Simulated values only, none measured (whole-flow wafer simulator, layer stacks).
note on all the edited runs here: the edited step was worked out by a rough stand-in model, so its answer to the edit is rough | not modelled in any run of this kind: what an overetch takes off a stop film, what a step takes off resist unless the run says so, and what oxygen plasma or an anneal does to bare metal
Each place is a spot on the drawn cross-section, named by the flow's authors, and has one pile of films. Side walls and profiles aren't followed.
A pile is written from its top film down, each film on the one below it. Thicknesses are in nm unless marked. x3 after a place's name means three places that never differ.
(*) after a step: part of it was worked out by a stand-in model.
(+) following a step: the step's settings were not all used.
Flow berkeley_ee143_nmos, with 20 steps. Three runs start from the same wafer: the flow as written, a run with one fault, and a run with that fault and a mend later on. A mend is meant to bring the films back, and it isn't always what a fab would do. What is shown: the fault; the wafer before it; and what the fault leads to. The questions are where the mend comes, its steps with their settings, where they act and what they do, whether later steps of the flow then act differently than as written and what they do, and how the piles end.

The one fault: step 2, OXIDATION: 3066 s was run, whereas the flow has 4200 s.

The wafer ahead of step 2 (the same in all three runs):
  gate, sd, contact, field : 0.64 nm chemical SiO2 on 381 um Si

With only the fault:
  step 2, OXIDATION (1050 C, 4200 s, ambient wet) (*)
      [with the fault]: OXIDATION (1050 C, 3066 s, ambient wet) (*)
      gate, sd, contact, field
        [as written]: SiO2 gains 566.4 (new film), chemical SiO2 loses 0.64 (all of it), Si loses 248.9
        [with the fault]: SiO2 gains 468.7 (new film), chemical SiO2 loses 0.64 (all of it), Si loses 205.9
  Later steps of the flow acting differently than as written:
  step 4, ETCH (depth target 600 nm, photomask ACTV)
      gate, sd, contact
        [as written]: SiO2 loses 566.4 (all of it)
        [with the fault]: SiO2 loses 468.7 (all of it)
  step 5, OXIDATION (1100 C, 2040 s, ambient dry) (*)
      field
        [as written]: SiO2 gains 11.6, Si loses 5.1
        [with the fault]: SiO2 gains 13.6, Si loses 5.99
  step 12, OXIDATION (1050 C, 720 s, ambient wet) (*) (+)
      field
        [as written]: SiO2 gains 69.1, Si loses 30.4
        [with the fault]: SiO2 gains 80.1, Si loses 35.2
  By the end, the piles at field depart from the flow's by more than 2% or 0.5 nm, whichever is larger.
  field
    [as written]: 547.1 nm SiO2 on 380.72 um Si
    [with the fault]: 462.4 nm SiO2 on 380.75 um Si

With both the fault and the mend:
  After step 2 comes the mend.
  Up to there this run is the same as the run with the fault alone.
  step 2a, OXIDATION (1050 C, 1134 s, ambient wet) (*) (a further turn of the flow's step 2, with different settings)
      gate, sd, contact, field
        SiO2 gains 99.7, Si loses 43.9
  Later steps of the flow that are run all act as written at every place that is followed, up to a difference of at most 2% or 0.5 nm, whichever is larger.
  At the end the piles are close to the flow's at the places that both follow, differing by at most 2% or 0.5 nm, whichever is larger.
